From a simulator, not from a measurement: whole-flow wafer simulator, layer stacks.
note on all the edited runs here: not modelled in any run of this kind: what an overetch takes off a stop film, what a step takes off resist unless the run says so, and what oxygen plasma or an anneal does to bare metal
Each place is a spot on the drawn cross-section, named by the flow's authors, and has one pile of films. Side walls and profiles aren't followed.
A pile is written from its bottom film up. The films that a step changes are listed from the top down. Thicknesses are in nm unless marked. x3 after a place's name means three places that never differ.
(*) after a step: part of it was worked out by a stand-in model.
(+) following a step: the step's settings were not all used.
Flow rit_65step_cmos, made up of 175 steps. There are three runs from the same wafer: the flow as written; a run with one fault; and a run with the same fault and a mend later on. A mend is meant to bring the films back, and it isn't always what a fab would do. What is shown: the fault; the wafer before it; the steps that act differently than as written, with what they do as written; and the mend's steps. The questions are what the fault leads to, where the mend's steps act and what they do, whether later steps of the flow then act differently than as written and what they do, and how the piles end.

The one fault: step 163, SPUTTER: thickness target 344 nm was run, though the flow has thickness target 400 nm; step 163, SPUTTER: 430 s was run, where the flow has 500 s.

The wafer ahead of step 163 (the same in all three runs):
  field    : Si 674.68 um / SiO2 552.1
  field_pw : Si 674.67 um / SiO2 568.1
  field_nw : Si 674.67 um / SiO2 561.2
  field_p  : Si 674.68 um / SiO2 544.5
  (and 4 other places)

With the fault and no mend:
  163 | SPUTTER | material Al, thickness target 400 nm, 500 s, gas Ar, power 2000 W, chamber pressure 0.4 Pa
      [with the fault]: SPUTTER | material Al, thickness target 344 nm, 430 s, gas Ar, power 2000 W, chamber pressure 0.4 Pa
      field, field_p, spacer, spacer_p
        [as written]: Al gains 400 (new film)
        [with the fault]: Al gains 344 (new film)
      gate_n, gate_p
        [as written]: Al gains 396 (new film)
        [with the fault]: Al gains 344 (new film)
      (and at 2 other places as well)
  Later steps of the flow acting differently than as written (3 other steps are not shown; they differ only slightly, by no more than 2% or 0.5 nm, whichever is larger):
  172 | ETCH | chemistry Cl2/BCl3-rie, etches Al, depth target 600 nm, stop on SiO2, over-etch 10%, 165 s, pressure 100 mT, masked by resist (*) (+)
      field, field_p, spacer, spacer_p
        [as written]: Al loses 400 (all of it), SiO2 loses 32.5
        [with the fault]: Al loses 344 (all of it), SiO2 loses 39.5
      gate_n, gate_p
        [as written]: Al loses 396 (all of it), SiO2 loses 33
        [with the fault]: Al loses 344 (all of it), SiO2 loses 39.5
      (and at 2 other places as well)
  At the end the piles are close to the flow's at the places that both follow, differing by at most 2% or 0.5 nm, whichever is larger.

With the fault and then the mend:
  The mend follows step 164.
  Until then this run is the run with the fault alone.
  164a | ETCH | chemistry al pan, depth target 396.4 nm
      field, field_p, gate_n, gate_p, spacer, spacer_p
        Al loses 344 (all of it)
      field_pw
        Al loses 342.7 (all of it)
      field_nw
        Al loses 343.3 (all of it)
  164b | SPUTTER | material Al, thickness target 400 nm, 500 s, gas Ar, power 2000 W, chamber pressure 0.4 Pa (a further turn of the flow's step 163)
      field, field_pw, field_p, spacer, spacer_p
        Al gains 400 (new film)
      gate_n, gate_p
        Al gains 396 (new film)
      field_nw
        Al gains 397.2 (new film)
  Every later step of the flow that is run acts as written at every place that is followed.
  At every place that both follow, the piles at the end match the flow's.
